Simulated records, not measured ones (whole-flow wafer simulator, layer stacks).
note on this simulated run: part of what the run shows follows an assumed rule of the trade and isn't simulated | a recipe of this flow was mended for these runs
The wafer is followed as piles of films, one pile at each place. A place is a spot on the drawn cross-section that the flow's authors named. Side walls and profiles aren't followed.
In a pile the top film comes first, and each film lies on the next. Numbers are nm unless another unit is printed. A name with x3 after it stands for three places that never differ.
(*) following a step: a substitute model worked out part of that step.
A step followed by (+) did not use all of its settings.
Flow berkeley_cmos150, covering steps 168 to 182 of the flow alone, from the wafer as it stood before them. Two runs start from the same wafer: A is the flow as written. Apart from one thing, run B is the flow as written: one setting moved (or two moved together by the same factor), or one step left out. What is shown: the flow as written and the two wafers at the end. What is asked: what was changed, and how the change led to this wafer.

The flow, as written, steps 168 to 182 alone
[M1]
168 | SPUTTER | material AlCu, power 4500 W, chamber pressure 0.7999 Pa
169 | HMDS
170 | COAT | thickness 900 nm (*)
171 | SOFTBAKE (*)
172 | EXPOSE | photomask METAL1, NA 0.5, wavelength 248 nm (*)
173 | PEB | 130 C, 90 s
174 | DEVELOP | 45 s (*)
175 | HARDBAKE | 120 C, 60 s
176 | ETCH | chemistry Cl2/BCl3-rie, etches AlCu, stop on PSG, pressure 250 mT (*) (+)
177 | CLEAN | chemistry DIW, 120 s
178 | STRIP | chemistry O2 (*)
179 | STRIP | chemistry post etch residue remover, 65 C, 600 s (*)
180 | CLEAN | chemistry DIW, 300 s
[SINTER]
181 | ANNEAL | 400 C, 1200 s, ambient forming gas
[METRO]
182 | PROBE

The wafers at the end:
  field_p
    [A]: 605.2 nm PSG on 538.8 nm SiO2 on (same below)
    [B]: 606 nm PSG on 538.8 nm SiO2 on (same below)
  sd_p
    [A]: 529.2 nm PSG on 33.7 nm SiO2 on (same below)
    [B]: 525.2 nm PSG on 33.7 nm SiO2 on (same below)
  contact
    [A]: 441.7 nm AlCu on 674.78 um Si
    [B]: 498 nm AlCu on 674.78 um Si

The reason: step 168, SPUTTER: chamber pressure 0.518 Pa was run, though the flow has chamber pressure 0.7999 Pa.

How this came from the change, step by step:
  168 | SPUTTER | material AlCu, power 4500 W, chamber pressure 0.7999 Pa
      field, sd_n, gate_n, gate_p, m1: A AlCu gains 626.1 (new film) | B AlCu gains 716.7 (new film)
      field_p: A AlCu gains 619.8 (new film) | B AlCu gains 716.7 (new film)
      (and at 2 other places as well)
  170 | COAT | thickness 900 nm (*)
      sd_p: A thick-KrF-resist gains 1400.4 (new film) | B thick-KrF-resist gains 1433 (new film)
  174 | DEVELOP | 45 s (*)
      sd_p: A thick-KrF-resist loses 1396.9 (all of it), AlCu loses 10 | B thick-KrF-resist loses 1429.3 (all of it), AlCu loses 10
  176 | ETCH | chemistry Cl2/BCl3-rie, etches AlCu, stop on PSG, pressure 250 mT (*) (+)
      field, sd_n, gate_n, gate_p: A AlCu loses 616.1 (all of it), PSG loses 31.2 | B AlCu loses 706.7 (all of it), PSG loses 31.2
      contact, m1: A thick-KrF-resist loses 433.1 | B thick-KrF-resist loses 478.3
      (and at 2 other places as well)
  178 | STRIP | chemistry O2 (*)
      m1: A thick-KrF-resist loses 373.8 (all of it) | B thick-KrF-resist loses 327.9 (all of it)
